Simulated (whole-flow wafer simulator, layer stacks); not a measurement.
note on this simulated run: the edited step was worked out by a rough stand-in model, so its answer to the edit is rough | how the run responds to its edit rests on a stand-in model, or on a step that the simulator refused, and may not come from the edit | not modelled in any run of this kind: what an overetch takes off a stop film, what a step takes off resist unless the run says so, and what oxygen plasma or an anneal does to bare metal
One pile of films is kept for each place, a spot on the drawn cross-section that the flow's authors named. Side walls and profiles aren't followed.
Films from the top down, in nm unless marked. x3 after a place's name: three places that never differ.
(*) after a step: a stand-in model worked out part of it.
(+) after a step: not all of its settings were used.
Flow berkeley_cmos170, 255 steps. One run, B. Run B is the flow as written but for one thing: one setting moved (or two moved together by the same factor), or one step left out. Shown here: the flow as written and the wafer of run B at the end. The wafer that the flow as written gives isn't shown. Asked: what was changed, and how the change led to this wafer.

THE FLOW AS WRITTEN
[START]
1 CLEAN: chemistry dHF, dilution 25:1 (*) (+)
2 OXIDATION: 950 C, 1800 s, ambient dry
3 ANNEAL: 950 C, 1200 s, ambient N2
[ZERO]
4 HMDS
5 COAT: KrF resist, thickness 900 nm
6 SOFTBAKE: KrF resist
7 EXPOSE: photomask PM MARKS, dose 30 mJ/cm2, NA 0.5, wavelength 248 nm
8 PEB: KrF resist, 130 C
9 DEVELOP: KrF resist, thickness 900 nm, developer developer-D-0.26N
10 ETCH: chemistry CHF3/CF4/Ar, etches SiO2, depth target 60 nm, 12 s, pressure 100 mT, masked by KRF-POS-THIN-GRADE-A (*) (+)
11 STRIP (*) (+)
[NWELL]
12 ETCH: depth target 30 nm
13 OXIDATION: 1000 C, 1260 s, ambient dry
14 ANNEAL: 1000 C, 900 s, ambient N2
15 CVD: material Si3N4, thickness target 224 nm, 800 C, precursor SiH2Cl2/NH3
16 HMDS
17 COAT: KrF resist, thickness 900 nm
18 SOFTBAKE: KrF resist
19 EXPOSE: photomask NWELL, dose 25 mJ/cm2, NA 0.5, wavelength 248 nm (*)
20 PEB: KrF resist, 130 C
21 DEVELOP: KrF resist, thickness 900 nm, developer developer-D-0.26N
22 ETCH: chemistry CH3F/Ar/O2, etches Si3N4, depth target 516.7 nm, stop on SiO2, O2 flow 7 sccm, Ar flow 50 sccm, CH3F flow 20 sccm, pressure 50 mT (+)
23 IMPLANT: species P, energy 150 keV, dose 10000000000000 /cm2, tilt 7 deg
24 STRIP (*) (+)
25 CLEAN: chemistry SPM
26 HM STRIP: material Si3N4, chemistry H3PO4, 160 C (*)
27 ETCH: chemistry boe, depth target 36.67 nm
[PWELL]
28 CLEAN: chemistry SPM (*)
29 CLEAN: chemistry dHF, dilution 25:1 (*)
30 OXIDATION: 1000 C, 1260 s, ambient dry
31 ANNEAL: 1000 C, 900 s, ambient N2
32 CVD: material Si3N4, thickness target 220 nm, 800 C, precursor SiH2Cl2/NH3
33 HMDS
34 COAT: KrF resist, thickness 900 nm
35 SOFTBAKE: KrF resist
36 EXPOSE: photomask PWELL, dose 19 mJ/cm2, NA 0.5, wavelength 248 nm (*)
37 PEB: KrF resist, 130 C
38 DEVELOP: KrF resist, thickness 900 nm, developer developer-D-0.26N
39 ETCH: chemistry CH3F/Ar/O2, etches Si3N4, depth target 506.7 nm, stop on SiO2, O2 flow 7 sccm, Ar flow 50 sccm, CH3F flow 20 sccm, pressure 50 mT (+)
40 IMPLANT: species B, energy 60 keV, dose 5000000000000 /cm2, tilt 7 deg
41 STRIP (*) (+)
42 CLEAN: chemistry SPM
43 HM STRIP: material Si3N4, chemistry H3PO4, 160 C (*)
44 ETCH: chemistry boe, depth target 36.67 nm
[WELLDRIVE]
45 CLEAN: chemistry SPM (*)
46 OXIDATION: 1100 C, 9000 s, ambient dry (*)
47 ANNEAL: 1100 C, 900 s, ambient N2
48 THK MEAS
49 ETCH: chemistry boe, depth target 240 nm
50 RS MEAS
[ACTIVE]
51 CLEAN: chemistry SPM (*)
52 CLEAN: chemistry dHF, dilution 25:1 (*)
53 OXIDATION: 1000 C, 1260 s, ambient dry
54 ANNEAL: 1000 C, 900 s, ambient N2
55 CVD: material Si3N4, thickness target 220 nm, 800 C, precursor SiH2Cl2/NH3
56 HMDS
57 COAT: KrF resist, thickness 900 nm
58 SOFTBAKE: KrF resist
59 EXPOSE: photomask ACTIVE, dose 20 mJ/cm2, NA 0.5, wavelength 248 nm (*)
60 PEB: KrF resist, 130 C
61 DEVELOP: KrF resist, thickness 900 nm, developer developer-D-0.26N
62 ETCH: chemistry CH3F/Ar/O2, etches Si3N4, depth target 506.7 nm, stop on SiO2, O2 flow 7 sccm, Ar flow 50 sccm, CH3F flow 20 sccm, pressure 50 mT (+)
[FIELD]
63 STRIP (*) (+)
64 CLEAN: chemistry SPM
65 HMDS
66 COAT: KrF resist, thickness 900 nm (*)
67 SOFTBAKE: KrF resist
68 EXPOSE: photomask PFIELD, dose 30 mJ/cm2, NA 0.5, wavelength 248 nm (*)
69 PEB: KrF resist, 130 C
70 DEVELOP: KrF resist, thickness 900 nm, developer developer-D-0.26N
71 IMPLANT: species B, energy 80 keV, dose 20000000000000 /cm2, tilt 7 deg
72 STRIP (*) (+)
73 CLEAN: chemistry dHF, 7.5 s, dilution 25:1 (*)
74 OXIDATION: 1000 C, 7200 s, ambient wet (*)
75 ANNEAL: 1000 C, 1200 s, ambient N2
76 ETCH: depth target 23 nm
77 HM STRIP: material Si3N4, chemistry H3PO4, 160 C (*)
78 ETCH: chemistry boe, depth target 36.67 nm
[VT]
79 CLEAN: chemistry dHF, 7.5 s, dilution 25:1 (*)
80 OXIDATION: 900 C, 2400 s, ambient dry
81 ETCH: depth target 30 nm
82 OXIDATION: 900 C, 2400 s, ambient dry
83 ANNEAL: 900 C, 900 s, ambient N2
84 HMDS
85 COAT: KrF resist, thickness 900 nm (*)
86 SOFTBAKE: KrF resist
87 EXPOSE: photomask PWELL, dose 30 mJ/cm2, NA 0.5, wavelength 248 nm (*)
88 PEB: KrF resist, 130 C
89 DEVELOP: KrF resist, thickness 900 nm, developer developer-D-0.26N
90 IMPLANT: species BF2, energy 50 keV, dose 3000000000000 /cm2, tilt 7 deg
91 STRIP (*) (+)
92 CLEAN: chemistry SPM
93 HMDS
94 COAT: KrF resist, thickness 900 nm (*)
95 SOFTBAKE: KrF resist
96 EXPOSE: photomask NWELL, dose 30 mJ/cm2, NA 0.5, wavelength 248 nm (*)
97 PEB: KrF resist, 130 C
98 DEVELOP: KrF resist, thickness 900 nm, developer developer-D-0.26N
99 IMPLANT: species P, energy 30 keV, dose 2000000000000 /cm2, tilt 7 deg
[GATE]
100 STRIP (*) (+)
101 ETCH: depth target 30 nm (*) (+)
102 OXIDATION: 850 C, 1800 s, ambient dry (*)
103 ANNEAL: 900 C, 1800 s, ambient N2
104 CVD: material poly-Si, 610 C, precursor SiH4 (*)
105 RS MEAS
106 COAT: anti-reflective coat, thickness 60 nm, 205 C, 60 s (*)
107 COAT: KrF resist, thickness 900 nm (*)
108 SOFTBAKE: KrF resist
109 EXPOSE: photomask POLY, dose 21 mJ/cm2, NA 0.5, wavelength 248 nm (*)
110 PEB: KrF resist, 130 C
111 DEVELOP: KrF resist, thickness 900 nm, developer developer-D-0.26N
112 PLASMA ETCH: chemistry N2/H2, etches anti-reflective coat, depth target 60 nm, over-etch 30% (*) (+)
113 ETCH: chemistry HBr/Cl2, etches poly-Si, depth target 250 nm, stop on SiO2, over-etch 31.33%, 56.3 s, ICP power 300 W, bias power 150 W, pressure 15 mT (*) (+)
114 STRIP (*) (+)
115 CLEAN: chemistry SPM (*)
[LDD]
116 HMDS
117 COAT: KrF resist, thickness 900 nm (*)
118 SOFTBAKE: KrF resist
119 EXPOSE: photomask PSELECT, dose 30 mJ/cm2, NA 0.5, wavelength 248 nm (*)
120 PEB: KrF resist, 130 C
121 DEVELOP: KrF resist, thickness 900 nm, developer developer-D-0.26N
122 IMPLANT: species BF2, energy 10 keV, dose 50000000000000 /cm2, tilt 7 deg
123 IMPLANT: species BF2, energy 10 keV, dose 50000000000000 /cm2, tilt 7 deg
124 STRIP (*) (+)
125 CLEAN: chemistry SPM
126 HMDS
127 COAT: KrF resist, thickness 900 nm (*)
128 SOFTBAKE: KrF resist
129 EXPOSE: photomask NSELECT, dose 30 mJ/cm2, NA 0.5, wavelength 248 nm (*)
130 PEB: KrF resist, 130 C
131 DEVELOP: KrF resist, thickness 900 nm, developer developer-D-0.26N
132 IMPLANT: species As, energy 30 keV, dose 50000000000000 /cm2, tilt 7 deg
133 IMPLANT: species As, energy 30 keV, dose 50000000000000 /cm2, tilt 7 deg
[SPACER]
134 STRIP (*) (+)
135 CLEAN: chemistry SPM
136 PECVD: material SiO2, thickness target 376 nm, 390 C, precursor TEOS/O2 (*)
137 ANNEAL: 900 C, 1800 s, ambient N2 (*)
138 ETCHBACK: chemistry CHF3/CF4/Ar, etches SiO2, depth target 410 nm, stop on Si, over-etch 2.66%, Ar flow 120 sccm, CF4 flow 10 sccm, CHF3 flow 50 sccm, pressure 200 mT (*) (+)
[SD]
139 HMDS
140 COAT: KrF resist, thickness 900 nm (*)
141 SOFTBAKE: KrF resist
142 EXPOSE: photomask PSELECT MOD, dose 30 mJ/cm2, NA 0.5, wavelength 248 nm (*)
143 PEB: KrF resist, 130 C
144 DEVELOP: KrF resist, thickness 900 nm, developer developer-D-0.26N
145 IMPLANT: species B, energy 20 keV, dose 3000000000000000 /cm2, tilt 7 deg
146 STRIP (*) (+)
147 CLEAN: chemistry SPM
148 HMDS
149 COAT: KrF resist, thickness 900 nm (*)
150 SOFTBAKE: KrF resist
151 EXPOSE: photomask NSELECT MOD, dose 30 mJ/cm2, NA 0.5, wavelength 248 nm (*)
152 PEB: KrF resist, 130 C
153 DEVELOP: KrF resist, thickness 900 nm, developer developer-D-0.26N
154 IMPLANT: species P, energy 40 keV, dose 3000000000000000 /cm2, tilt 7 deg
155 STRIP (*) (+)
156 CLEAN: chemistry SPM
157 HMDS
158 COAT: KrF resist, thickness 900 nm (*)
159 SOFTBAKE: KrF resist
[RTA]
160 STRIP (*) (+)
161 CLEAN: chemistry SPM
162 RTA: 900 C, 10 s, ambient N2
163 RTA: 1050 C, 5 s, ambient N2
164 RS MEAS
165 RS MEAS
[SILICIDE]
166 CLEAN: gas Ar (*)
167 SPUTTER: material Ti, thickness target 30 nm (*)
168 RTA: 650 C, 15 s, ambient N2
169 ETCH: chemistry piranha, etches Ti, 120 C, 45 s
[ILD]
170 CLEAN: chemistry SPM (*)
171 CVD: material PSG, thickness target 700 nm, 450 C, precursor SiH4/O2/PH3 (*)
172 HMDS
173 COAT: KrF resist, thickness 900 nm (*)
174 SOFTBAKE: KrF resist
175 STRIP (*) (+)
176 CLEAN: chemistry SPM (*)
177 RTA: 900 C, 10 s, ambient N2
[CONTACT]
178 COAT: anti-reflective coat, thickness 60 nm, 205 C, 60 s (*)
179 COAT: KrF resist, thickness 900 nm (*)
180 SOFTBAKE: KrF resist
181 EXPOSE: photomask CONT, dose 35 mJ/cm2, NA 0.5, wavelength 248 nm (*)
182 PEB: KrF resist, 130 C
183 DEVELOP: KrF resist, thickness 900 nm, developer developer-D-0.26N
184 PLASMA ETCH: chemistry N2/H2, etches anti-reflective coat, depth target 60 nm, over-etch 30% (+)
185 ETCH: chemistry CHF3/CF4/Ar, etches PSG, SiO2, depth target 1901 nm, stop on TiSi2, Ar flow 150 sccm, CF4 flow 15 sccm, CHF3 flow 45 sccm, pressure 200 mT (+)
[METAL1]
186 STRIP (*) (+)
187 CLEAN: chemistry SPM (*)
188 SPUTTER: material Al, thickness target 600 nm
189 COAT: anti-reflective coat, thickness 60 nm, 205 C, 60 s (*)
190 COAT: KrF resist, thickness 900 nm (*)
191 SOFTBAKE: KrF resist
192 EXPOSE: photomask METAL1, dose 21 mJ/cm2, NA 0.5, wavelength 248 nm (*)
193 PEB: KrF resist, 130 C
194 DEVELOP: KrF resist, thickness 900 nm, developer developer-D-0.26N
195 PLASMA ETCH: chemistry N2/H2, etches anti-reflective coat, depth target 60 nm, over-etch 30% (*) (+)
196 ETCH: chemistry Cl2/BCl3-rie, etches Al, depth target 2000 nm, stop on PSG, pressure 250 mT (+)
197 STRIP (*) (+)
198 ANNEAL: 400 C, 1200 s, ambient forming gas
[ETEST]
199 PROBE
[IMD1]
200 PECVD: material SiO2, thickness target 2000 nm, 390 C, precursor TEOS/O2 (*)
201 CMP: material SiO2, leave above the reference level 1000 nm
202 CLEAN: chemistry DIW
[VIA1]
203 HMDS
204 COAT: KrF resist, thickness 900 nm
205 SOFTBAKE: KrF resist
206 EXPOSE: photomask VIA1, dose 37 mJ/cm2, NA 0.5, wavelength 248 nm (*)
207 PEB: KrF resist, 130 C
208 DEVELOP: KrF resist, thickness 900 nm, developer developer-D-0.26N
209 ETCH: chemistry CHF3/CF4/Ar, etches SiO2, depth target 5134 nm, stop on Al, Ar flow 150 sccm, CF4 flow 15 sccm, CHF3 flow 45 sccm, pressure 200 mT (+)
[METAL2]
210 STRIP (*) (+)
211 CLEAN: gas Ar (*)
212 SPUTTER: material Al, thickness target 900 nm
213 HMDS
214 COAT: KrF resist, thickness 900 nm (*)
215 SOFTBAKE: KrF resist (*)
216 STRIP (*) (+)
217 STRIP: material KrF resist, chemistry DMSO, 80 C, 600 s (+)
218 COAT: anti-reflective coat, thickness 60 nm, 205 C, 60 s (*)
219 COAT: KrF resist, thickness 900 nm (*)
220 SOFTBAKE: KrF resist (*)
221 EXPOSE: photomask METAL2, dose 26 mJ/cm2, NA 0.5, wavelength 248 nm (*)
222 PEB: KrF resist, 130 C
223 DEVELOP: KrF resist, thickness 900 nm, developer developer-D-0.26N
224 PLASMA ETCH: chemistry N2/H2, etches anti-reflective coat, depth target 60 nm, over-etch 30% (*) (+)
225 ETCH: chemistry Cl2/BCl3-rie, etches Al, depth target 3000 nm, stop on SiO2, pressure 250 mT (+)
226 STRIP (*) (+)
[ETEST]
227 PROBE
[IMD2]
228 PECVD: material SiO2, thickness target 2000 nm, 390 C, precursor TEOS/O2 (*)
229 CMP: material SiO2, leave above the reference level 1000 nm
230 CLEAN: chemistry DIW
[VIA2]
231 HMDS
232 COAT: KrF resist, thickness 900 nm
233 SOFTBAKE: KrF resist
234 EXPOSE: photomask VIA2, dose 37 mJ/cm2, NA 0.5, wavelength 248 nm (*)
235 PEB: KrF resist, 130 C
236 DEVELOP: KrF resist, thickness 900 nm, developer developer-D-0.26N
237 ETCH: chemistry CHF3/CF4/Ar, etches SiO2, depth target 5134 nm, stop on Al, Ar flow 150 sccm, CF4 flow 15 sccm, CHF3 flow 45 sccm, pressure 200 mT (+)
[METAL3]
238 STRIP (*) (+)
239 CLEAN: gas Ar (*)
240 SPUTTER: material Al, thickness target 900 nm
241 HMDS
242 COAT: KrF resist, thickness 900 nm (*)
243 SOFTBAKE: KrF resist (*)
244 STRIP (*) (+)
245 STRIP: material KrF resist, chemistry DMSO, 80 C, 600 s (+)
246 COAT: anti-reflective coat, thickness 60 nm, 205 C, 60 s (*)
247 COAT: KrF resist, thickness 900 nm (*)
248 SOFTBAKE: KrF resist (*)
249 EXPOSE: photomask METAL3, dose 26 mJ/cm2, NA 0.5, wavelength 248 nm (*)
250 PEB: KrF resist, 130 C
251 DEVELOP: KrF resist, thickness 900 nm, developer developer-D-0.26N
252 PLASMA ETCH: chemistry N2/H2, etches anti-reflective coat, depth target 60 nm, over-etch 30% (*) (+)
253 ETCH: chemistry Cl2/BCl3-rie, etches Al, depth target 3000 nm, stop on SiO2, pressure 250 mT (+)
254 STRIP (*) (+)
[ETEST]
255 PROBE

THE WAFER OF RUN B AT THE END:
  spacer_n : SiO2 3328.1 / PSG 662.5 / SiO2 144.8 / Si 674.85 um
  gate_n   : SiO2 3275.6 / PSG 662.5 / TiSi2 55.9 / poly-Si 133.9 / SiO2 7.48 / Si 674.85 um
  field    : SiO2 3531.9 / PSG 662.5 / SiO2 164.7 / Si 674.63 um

The cause: step 136, PECVD: thickness target 150 nm was run, where the flow has thickness target 376 nm.

How the change led to this, step by step:
  136 PECVD: material SiO2, thickness target 376 nm, 390 C, precursor TEOS/O2 (*)
      field, sd_n, spacer_n and 7 more: SiO2 +150 (as written it would be: SiO2 +376)
      gate_n, gate_p: SiO2 +150 (new film) (as written it would be: SiO2 +376 (new film))
  137 ANNEAL: 900 C, 1800 s, ambient N2 (*)
      field, sd_n, spacer_n and 9 more: SiO2 -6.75 (as written it would be: SiO2 -16.9)
  138 ETCHBACK: chemistry CHF3/CF4/Ar, etches SiO2, depth target 410 nm, stop on Si, over-etch 2.66%, Ar flow 120 sccm, CF4 flow 10 sccm, CHF3 flow 50 sccm, pressure 200 mT (*) (+)
      spacer_n, spacer_p: nothing (as written it would be: SiO2 -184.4)
      sd_p, contact, m1, via1, m2, via2: SiO2 -150.1 (all of it) (as written it would be: SiO2 -366 (all of it))
      (and at 3 more places)
  140 COAT: KrF resist, thickness 900 nm (*)
      field: KrF resist +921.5 (new film) (as written it would be: KrF resist +866.5 (new film))
      sd_n: KrF resist +877 (new film) (as written it would be: KrF resist +985.6 (new film))
      (and at 10 more places)
  144 DEVELOP: KrF resist, thickness 900 nm, developer developer-D-0.26N
      sd_p: KrF resist -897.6 (all of it) (as written it would be: KrF resist -990.7 (all of it))
      spacer_p: KrF resist -771.1 (all of it) (as written it would be: KrF resist -817.6 (all of it))
      (and at 1 more place)
  146 STRIP (*) (+)
      field: KrF resist -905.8 (all of it) (as written it would be: KrF resist -850.9 (all of it))
      sd_n: chemical SiO2 +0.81 (new film), KrF resist -861.4 (all of it), Si -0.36 (as written it would be: chemical SiO2 +0.83 (new film), KrF resist -969.8 (all of it), Si -0.36)
      (and at 7 more places)
  149 COAT: KrF resist, thickness 900 nm (*)
      field: KrF resist +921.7 (new film) (as written it would be: KrF resist +866.5 (new film))
      sd_n: KrF resist +876.8 (new film) (as written it would be: KrF resist +985.1 (new film))
      (and at 10 more places)
  153 DEVELOP: KrF resist, thickness 900 nm, developer developer-D-0.26N
      sd_n: KrF resist -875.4 (all of it) (as written it would be: KrF resist -983.5 (all of it))
      spacer_n: KrF resist -769.7 (all of it) (as written it would be: KrF resist -824.6 (all of it))
      (and at 2 more places)
  155 STRIP (*) (+)
      field: KrF resist -906 (all of it) (as written it would be: KrF resist -850.9 (all of it))
      sd_p: KrF resist -883.1 (all of it), chemical SiO2 +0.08 (as written it would be: KrF resist -976.3 (all of it), chemical SiO2 +0.08)
      (and at 6 more places)
  158 COAT: KrF resist, thickness 900 nm (*)
      field: KrF resist +921.7 (new film) (as written it would be: KrF resist +866.6 (new film))
      sd_n: KrF resist +876.7 (new film) (as written it would be: KrF resist +984.8 (new film))
      (and at 10 more places)
  160 STRIP (*) (+)
      gate_n: KrF resist -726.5 (all of it), chemical SiO2 +0.07, poly-Si -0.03 (as written it would be: KrF resist -792.3 (all of it), chemical SiO2 +0.07)
      gate_p: KrF resist -727.9 (all of it), chemical SiO2 +0.07, poly-Si -0.03 (as written it would be: KrF resist -785.9 (all of it), chemical SiO2 +0.07)
      (and at 10 more places)
  173 COAT: KrF resist, thickness 900 nm (*)
      field: KrF resist +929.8 (new film) (as written it would be: KrF resist +879.5 (new film))
      sd_n: KrF resist +1014.9 (new film) (as written it would be: KrF resist +1038.7 (new film))
      (and at 8 more places)
  175 STRIP (*) (+)
      field: KrF resist -929.8 (all of it) (as written it would be: KrF resist -879.5 (all of it))
      sd_n: KrF resist -1014.9 (all of it) (as written it would be: KrF resist -1038.7 (all of it))
      (and at 8 more places)
  178 COAT: anti-reflective coat, thickness 60 nm, 205 C, 60 s (*)
      field: anti-reflective coat +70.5 (new film) (as written it would be: anti-reflective coat +38.6 (new film))
      sd_n: anti-reflective coat +37.5 (new film) (as written it would be: anti-reflective coat +135.1 (new film))
      (and at 10 more places)
  179 COAT: KrF resist, thickness 900 nm (*)
      field: KrF resist +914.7 (new film) (as written it would be: KrF resist +886 (new film))
      spacer_n: KrF resist +788.8 (new film) (as written it would be: KrF resist +861.2 (new film))
      (and at 9 more places)
  183 DEVELOP: KrF resist, thickness 900 nm, developer developer-D-0.26N
      contact: KrF resist -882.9 (all of it) (as written it would be: KrF resist -943.2 (all of it))
  ... 9 more steps ...
  201 CMP: material SiO2, leave above the reference level 1000 nm
      spacer_n, spacer_p: SiO2 -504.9 (as written it would be: SiO2 -536.3)
      gate_n, gate_p: SiO2 -557.4 (as written it would be: SiO2 -577.1)
      (and at 2 more places)
